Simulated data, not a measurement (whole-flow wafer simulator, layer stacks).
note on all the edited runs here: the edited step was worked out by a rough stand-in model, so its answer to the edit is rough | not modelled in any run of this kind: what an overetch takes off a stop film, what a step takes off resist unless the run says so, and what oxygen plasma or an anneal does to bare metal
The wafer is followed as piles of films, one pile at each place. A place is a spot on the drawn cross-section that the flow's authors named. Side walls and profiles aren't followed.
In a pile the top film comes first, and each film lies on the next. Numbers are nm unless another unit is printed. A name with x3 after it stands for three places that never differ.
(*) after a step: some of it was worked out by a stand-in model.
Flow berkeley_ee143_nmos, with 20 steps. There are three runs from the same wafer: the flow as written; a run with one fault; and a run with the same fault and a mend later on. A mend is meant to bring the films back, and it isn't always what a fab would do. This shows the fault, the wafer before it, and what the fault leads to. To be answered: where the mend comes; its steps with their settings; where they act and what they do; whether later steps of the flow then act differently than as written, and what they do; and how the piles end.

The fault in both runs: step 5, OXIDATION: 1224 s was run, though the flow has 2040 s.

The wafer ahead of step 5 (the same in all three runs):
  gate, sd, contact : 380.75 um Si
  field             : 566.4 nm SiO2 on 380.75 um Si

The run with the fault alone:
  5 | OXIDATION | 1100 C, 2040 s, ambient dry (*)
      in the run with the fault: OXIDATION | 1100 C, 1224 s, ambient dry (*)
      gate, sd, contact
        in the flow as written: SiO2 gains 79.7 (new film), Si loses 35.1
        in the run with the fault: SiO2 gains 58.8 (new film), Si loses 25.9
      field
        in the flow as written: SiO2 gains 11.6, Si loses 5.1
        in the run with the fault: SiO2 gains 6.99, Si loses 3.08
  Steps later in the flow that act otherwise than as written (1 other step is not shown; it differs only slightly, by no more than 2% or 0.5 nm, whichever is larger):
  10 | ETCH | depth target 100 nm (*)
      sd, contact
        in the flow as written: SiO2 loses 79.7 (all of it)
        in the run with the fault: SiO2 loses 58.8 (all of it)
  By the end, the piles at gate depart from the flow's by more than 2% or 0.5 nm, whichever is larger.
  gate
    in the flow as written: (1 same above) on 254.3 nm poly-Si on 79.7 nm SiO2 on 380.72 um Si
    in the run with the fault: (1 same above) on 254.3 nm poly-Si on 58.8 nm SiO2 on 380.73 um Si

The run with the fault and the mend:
  The mend stands after step 5.
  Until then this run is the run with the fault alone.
  5a | OXIDATION | 1100 C, 816 s, ambient dry (*) (the flow's step 5 again, with other settings)
      gate, sd, contact
        SiO2 gains 20.9, Si loses 9.21
      field
        SiO2 gains 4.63, Si loses 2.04
  Later steps of the flow that are run all act as written at every place that is followed, up to a difference of at most 2% or 0.5 nm, whichever is larger.
  The piles end only slightly different from the flow's at the places that both follow, by no more than 2% or 0.5 nm, whichever is larger.
